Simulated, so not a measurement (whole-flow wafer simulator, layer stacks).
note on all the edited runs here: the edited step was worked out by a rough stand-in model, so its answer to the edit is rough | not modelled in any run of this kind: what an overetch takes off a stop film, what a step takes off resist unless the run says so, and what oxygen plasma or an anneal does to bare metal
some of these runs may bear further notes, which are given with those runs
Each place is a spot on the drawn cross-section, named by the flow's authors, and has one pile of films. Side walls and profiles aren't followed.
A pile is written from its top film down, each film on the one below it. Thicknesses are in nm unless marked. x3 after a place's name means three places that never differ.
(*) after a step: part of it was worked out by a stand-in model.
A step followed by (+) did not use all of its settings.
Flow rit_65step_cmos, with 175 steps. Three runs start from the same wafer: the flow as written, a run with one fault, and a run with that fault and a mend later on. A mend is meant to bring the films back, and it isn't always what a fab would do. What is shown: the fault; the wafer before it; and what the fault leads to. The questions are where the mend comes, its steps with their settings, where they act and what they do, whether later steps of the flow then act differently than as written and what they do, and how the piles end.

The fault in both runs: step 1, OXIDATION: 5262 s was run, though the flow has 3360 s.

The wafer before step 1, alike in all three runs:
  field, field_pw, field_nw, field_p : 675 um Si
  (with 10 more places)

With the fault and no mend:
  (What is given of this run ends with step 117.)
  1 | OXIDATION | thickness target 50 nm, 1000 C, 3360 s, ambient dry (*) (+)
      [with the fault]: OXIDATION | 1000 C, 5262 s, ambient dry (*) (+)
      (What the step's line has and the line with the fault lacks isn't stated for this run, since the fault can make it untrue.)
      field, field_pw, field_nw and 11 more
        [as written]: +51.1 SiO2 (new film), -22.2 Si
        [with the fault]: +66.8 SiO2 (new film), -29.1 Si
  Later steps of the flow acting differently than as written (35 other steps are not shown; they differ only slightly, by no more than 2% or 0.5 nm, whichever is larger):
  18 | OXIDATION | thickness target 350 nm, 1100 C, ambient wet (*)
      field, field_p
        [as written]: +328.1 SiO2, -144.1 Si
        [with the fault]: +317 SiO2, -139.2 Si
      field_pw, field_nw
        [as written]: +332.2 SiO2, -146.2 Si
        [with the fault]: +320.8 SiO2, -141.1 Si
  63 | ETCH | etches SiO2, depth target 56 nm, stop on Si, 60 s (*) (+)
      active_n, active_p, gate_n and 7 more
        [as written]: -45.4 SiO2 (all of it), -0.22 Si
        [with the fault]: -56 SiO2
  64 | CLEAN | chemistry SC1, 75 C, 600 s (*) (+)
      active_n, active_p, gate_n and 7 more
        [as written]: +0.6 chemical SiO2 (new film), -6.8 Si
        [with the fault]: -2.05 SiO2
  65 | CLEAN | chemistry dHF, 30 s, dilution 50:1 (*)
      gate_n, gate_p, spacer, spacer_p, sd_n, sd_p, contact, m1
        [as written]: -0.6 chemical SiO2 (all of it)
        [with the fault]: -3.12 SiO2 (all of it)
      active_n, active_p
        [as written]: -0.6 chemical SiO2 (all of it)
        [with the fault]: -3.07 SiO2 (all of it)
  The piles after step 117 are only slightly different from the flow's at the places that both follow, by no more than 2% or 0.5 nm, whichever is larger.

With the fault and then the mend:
  The mend follows step 2.
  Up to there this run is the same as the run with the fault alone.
  2a | ETCH | depth target 15.72 nm, 21.5 C, 17.52 s
      field, field_pw, field_nw and 11 more
        -15.7 SiO2
  None of the later steps of the flow differs from how it acts as written, at any place that is followed, by more than 2% or 0.5 nm, whichever is larger.
  The piles end only slightly different from the flow's at the places that both follow, by no more than 2% or 0.5 nm, whichever is larger.
